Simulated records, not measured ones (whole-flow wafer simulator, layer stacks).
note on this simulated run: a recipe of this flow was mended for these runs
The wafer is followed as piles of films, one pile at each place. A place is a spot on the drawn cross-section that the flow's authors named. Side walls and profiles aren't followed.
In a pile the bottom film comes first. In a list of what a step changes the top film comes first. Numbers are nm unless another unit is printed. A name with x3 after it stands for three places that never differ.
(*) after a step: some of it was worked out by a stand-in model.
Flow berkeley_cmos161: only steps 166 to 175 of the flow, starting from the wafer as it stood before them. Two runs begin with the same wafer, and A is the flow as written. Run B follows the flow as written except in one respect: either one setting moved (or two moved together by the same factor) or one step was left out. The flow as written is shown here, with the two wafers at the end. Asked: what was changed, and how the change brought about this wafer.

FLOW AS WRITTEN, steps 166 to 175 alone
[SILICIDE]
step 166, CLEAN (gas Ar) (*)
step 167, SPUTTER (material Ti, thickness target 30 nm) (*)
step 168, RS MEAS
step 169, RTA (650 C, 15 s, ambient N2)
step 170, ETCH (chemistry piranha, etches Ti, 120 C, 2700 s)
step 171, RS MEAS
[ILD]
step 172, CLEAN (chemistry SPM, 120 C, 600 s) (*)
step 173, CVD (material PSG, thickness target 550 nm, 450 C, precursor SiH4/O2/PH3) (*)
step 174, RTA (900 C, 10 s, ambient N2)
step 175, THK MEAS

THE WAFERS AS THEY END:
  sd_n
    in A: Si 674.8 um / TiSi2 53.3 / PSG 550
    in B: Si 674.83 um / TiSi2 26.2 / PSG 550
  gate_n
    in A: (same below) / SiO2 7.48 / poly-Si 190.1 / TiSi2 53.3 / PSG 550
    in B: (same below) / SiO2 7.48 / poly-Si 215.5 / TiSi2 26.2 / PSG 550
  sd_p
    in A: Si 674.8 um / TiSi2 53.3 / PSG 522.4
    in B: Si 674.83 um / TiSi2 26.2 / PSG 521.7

Cause: step 167, SPUTTER: thickness target 15 nm was run, though the flow has thickness target 30 nm.

The path from the change to this, step by step:
  step 167, SPUTTER (material Ti, thickness target 30 nm) (*)
      field, sd_n, spacer_n, gate_n, sd_p, spacer_p, gate_p, contact x2: A +30 Ti (new film) | B +15 Ti (new film)
  step 169, RTA (650 C, 15 s, ambient N2)
      sd_n, sd_p, contact x2: A -23.4 Ti, +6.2 TiSi first (new film), +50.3 TiSi2 C49 (new film), -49 Si | B -11.7 Ti, +29.8 TiSi2 C49 (new film), -26.6 Si
      gate_n, gate_p: A -23.4 Ti, +6.2 TiSi first (new film), +50.3 TiSi2 C49 (new film), -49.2 poly-Si | B -11.7 Ti, +29.8 TiSi2 C49 (new film), -26.7 poly-Si
  step 170, ETCH (chemistry piranha, etches Ti, 120 C, 2700 s)
      sd_n, gate_n, sd_p, gate_p, contact x2: A -6.6 Ti (all of it), -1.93 TiSi first | B -3.3 Ti (all of it), -1.93 TiSi2 C49
      field, spacer_n, spacer_p: A -30 Ti (all of it) | B -15 Ti (all of it)
  step 174, RTA (900 C, 10 s, ambient N2)
      sd_n, sd_p, contact x2: A under 1 film: +53.3 TiSi2 (new film), -4.27 TiSi first (all of it), -50.3 TiSi2 C49 (all of it), -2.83 Si | B under 1 film: +26.2 TiSi2 (new film), -27.8 TiSi2 C49 (all of it)
      gate_n, gate_p: A under 1 film: +53.3 TiSi2 (new film), -4.27 TiSi first (all of it), -50.3 TiSi2 C49 (all of it), -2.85 poly-Si | B under 1 film: +26.2 TiSi2 (new film), -27.8 TiSi2 C49 (all of it)
